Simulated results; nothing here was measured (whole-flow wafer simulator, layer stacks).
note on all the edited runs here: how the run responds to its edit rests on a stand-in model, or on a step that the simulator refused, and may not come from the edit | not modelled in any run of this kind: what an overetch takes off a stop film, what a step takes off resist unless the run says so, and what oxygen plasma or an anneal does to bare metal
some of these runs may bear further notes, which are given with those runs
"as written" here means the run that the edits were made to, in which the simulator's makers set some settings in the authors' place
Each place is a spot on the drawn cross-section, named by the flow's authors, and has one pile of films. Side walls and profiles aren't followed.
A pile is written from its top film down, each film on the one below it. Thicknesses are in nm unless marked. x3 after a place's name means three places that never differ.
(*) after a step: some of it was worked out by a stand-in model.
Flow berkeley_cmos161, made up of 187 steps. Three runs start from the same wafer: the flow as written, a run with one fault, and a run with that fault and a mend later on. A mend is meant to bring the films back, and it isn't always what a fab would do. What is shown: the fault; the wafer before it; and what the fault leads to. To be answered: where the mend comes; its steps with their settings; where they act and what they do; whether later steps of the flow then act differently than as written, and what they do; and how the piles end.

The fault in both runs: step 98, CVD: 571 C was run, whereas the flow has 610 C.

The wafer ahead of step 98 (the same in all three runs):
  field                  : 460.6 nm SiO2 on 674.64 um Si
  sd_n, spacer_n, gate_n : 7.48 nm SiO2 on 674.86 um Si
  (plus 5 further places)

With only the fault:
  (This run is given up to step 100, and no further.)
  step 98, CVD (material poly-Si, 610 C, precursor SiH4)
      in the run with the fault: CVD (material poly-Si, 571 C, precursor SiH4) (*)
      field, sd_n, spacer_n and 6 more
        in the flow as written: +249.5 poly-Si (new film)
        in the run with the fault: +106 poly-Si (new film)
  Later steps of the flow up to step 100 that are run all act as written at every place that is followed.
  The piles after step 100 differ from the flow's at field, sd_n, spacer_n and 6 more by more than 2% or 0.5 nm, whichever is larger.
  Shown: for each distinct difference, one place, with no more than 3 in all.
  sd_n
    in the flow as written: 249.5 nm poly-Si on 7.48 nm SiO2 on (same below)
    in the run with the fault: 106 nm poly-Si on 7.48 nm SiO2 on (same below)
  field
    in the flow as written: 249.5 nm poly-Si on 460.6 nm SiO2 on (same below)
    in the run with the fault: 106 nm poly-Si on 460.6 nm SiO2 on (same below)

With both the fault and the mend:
  The mend stands after step 100.
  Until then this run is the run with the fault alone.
  step 100a, ETCH (chemistry tmah, depth target 121.9 nm)
      field, sd_n, spacer_n and 6 more
        -106 poly-Si (all of it)
  step 100b, CLEAN (chemistry SPM) (*) (the flow's step 94, run once more)
      leaves every film unchanged at each place that is followed
  step 100c, CVD (material poly-Si, 610 C, precursor SiH4) (*) (the flow's step 98, run once more)
      field, sd_n, spacer_n and 6 more
        +249.5 poly-Si (new film)
  Later steps of the flow that are run all act as written at every place that is followed, up to a difference of at most 2% or 0.5 nm, whichever is larger.
  At every place that both follow, the piles at the end match the flow's.
